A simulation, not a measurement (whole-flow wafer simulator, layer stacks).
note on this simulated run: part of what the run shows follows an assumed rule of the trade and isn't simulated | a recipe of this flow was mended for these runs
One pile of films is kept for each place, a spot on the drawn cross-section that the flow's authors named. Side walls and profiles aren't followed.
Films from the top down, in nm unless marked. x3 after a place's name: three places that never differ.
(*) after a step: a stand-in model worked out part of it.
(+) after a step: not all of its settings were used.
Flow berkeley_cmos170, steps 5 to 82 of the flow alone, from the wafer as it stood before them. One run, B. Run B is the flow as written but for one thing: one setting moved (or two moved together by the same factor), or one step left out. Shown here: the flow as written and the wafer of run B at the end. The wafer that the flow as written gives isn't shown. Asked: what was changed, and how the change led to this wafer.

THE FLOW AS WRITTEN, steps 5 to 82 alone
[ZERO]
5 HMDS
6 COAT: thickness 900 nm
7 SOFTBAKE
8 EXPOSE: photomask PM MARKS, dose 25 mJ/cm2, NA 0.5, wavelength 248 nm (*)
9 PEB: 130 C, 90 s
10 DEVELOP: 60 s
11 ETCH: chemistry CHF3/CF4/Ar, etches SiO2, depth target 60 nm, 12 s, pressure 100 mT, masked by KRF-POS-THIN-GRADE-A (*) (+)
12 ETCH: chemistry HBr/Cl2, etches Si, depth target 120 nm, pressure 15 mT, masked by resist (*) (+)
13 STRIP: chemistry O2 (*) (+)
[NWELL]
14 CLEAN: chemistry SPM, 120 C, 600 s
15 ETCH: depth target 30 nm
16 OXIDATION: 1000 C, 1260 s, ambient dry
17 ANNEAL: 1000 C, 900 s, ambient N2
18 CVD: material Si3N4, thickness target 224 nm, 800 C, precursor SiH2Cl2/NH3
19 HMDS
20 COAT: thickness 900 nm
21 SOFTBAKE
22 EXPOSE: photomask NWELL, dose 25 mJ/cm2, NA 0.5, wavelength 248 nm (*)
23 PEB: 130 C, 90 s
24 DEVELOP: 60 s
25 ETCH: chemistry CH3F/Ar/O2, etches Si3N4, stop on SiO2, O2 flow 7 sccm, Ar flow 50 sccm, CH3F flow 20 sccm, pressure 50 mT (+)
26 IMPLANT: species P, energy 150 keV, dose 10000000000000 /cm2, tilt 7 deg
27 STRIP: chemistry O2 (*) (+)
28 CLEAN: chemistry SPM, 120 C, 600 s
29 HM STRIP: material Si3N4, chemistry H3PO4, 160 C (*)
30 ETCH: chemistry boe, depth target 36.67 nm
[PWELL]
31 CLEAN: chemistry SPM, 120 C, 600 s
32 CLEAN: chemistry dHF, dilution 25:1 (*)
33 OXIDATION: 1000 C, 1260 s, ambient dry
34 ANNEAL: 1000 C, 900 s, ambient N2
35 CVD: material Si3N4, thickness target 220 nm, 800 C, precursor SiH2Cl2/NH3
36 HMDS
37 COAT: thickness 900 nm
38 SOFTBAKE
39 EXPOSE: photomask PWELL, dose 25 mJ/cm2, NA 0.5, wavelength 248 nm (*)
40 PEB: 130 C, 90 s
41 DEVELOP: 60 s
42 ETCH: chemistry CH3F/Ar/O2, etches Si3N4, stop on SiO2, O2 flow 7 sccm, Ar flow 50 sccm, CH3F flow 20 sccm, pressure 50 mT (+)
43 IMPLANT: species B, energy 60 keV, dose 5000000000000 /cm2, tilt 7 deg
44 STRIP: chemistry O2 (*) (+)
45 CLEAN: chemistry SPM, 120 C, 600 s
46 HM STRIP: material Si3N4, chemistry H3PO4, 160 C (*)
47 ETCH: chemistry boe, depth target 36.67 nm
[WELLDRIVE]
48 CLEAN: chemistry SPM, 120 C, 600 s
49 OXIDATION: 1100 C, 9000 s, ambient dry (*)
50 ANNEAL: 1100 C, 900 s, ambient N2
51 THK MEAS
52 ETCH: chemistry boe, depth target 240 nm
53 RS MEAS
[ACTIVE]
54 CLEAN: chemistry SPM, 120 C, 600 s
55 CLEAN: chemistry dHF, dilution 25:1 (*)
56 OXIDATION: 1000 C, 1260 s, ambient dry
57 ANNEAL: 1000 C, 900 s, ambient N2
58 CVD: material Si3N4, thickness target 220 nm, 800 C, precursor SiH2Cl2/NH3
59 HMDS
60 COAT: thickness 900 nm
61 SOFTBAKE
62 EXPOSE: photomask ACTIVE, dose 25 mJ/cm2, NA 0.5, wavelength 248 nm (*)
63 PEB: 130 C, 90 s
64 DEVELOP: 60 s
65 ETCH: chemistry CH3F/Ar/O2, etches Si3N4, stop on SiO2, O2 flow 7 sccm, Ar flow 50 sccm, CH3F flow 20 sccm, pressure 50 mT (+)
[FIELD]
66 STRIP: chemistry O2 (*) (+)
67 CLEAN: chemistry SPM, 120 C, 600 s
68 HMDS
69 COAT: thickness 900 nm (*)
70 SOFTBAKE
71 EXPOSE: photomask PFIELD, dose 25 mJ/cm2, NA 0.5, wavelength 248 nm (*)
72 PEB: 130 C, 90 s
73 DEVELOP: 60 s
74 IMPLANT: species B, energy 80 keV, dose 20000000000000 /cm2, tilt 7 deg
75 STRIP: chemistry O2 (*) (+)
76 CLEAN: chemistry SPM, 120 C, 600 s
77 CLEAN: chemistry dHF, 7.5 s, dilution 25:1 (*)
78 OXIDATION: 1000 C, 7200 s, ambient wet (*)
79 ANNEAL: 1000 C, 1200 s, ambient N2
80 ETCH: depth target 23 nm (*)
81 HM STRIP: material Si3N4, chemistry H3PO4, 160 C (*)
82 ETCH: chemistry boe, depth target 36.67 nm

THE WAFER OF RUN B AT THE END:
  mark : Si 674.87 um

The cause: step 11, ETCH: chemistry CHF3/CF4/Ar, etches SiO2, depth target 60 nm, 12 s, pressure 100 mT, masked by KRF-POS-THIN-GRADE-A (*) (+), was left out.

How the change led to this, step by step:
  12 ETCH: chemistry HBr/Cl2, etches Si, depth target 120 nm, pressure 15 mT, masked by resist (*) (+)
      mark: SiO2 -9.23 (as written it would be: Si -120)
  13 STRIP: chemistry O2 (*) (+)
      mark: nothing (as written it would be: chemical SiO2 +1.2 (new film), Si -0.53)
  15 ETCH: depth target 30 nm
      mark: SiO2 -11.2 (all of it) (as written it would be: chemical SiO2 -1.2 (all of it))
